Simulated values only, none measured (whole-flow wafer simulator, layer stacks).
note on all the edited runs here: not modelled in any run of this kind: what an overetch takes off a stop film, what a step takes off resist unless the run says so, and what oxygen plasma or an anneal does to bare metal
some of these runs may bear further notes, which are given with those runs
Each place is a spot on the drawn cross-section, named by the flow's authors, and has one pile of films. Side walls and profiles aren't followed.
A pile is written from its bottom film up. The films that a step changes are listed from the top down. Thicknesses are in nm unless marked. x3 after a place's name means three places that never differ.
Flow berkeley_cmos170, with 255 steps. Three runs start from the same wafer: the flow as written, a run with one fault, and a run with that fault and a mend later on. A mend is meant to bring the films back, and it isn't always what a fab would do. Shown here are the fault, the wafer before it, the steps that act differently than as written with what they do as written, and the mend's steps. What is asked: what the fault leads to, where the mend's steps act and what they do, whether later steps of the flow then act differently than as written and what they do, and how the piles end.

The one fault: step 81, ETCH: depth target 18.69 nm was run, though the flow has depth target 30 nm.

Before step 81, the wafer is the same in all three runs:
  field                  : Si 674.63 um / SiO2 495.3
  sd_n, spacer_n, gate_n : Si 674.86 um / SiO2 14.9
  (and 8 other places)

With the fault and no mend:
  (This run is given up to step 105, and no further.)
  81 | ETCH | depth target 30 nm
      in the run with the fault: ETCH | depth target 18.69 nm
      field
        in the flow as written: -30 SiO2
        in the run with the fault: -18.7 SiO2
  Every later step of the flow up to step 105 that is run acts as written, at every place that is followed, to within 2% or 0.5 nm, whichever is larger.
  Once step 105 is done, the piles at field depart from the flow's by more than 2% or 0.5 nm, whichever is larger.
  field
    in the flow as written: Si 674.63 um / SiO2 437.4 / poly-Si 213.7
    in the run with the fault: Si 674.63 um / SiO2 448.7 / poly-Si 213.7

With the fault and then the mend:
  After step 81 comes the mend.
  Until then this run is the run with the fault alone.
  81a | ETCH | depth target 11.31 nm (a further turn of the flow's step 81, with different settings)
      field
        -11.3 SiO2
  Every later step of the flow that is run acts as written at every place that is followed.
  The piles end the same as the flow's at every place that both follow.
